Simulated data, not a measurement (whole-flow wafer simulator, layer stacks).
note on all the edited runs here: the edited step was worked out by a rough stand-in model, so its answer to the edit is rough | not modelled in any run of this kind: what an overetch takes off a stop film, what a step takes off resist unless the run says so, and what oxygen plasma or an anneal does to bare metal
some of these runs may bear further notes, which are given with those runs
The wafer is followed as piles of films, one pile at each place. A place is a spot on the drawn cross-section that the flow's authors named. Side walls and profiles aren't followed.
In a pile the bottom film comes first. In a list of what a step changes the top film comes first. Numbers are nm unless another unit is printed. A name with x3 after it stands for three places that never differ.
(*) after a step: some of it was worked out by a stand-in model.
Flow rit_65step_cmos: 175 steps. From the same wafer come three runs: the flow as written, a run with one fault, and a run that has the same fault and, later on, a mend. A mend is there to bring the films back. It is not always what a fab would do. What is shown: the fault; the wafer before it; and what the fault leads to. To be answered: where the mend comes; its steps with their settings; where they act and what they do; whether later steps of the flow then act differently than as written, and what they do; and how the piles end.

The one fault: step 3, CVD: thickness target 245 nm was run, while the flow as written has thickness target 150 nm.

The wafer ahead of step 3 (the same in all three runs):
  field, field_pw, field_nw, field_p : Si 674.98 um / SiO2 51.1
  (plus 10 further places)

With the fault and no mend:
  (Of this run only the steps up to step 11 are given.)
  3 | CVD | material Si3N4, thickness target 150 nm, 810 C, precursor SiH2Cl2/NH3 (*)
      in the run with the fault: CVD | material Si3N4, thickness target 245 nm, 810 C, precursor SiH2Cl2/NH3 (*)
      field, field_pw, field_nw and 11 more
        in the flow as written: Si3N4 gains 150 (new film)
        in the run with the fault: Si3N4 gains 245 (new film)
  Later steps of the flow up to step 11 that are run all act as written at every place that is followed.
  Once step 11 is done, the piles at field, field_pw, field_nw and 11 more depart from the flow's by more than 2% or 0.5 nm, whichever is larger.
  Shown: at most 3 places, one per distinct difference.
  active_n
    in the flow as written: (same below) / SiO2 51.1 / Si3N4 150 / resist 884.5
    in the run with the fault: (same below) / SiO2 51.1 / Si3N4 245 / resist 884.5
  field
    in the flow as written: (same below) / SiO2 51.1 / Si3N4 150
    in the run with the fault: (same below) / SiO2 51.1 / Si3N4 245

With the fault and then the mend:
  The mend stands after step 4.
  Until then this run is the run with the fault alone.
  4a | ETCH | chemistry h3po4, depth target 281.8 nm
      field, field_pw, field_nw and 11 more
        Si3N4 loses 245 (all of it)
  4b | CLEAN | chemistry SC2, 75 C, 600 s
      leaves every film unchanged at each place that is followed
  4c | CVD | material Si3N4, thickness target 150 nm, 810 C, precursor SiH2Cl2/NH3 (*) (the flow's step 3 again)
      field, field_pw, field_nw and 11 more
        Si3N4 gains 150 (new film)
  Later steps of the flow that are run all act as written at every place that is followed.
  By the end, the piles equal the flow's at every place that both follow.
